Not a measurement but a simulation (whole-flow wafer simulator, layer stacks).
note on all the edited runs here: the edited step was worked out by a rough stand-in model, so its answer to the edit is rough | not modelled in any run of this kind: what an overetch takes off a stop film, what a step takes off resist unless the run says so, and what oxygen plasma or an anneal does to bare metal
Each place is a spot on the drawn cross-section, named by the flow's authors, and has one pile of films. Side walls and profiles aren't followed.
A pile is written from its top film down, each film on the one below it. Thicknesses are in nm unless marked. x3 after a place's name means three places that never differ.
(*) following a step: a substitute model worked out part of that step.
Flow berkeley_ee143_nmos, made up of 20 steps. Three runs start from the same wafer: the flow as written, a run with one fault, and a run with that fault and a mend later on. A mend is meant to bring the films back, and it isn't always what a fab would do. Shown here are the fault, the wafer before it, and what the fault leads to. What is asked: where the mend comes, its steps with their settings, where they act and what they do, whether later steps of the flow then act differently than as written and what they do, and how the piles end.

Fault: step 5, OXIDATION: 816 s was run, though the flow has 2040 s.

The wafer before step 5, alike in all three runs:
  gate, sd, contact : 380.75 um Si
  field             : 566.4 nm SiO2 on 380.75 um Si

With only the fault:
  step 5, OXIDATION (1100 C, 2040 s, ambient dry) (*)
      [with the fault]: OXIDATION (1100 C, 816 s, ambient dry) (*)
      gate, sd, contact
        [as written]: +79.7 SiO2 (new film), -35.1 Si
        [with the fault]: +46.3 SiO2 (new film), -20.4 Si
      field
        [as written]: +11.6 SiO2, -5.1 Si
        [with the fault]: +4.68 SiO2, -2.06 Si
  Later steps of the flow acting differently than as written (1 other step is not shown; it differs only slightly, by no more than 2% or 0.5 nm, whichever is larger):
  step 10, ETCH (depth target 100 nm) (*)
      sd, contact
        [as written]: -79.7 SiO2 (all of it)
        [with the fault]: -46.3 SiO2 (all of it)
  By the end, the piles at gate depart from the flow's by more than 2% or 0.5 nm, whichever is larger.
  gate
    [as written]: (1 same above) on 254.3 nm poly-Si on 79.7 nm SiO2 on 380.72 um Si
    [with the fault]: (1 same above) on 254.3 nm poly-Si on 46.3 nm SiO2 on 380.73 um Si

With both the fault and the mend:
  After step 5 comes the mend.
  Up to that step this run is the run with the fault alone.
  step 5a, OXIDATION (1100 C, 1224 s, ambient dry) (*) (a further turn of the flow's step 5, with different settings)
      gate, sd, contact
        +33.4 SiO2, -14.7 Si
      field
        +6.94 SiO2, -3.05 Si
  None of the later steps of the flow differs from how it acts as written, at any place that is followed, by more than 2% or 0.5 nm, whichever is larger.
  When the end is reached, the piles differ only a little from the flow's at the places that both follow, at most by 2% or 0.5 nm, whichever is larger.
